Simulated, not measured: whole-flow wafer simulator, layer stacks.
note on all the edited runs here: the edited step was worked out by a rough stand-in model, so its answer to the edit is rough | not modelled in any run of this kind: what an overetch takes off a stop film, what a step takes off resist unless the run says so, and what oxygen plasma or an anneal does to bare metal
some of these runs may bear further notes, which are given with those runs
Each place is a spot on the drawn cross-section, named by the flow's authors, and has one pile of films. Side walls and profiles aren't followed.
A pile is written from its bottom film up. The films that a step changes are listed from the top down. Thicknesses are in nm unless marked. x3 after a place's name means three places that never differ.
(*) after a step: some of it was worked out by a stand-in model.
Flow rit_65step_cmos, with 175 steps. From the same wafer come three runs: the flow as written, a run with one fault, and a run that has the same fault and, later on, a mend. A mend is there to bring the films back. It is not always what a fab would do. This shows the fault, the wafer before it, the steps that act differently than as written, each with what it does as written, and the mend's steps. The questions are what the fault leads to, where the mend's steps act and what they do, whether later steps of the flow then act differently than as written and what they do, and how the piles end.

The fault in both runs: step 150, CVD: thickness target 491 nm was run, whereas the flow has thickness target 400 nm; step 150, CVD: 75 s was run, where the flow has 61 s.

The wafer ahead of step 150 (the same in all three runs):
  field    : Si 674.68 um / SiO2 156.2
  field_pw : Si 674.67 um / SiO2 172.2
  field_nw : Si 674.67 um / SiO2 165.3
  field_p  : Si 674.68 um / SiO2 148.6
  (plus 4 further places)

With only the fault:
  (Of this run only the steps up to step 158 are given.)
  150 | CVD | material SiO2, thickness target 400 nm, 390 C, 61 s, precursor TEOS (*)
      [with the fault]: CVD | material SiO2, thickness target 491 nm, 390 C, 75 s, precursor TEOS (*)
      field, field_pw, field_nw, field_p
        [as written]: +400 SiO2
        [with the fault]: +491 SiO2
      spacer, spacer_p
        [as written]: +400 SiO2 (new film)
        [with the fault]: +491 SiO2 (new film)
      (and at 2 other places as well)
  Every later step of the flow up to step 158 that is run acts as written, at every place that is followed, to within 2% or 0.5 nm, whichever is larger.
  After step 158, at field, field_pw, field_nw, field_p, gate_n, gate_p, spacer, spacer_p, the piles differ from the flow's by more than 2% or 0.5 nm, whichever is larger.
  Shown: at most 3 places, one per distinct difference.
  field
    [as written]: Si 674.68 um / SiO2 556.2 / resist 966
    [with the fault]: Si 674.68 um / SiO2 647.2 / resist 966.7
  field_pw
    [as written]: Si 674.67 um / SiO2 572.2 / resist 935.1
    [with the fault]: Si 674.67 um / SiO2 663.2 / resist 935.4
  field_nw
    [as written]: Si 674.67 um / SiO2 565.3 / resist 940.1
    [with the fault]: Si 674.67 um / SiO2 656.3 / resist 940.5

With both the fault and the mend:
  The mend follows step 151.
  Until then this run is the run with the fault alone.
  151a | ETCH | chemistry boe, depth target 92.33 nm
      field, field_pw, field_nw, field_p, gate_n, gate_p, spacer, spacer_p
        -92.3 SiO2
  Every later step of the flow that is run acts as written, at every place that is followed, to within 2% or 0.5 nm, whichever is larger.
  When the end is reached, the piles differ only a little from the flow's at the places that both follow, at most by 2% or 0.5 nm, whichever is larger.
